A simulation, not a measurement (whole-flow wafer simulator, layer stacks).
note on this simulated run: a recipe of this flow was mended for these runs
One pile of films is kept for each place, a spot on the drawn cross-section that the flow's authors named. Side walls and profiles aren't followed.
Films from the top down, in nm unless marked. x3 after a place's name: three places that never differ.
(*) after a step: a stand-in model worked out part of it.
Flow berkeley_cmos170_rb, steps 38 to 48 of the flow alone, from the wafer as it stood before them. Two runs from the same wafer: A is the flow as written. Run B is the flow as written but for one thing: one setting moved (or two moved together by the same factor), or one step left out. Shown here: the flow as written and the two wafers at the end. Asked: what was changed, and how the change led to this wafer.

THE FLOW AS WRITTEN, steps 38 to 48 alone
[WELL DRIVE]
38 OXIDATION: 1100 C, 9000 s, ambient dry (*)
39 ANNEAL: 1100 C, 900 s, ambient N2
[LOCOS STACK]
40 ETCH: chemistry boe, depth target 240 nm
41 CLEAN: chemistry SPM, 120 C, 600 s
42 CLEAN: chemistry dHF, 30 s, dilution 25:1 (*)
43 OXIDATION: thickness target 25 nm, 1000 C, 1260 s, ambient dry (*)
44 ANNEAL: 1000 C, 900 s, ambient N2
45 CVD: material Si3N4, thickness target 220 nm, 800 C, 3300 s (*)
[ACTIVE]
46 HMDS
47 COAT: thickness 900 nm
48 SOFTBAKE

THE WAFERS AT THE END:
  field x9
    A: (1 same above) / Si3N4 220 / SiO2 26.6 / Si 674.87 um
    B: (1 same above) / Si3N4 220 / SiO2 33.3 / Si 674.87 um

The cause: step 40, ETCH: depth target 182 nm was run, where the flow has depth target 240 nm.

How the change led to this, step by step:
  40 ETCH: chemistry boe, depth target 240 nm
      field x9: A SiO2 -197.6 (all of it) | B SiO2 -182
  41 CLEAN: chemistry SPM, 120 C, 600 s
      field x9: A chemical SiO2 +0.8 (new film), Si -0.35 | B nothing
  42 CLEAN: chemistry dHF, 30 s, dilution 25:1 (*)
      field x9: A chemical SiO2 -0.8 (all of it) | B SiO2 -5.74
  43 OXIDATION: thickness target 25 nm, 1000 C, 1260 s, ambient dry (*)
      field x9: A SiO2 +26.6 (new film), Si -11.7 | B SiO2 +23.4, Si -10.3
